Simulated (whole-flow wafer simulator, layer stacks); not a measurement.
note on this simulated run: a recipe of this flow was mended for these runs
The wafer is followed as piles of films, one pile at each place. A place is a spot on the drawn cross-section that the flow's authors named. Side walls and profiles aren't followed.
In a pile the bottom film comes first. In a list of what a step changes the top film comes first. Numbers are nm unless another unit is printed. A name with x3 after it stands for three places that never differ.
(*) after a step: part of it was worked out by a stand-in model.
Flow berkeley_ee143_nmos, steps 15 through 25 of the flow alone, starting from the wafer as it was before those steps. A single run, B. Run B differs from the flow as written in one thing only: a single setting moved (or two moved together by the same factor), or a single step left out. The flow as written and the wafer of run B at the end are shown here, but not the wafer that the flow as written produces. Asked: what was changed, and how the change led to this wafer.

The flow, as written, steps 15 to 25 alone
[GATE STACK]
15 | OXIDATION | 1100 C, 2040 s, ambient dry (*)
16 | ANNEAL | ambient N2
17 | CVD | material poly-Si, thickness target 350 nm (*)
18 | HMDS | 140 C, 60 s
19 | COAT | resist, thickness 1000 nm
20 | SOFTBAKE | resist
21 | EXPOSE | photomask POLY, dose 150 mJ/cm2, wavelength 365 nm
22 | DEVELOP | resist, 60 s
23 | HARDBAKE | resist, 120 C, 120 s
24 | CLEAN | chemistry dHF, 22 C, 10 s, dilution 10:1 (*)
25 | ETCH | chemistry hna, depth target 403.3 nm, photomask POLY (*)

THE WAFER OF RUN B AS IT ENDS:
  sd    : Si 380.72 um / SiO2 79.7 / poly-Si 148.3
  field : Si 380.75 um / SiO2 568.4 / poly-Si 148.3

Cause: step 25, ETCH: depth target 201.7 nm was run, while the flow as written has depth target 403.3 nm.

The path from the change to this, step by step:
  25 | ETCH | chemistry hna, depth target 403.3 nm, photomask POLY (*)
      sd, contact, field: -201.7 poly-Si (it would be, as written: -350 poly-Si (all of it), -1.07 SiO2)
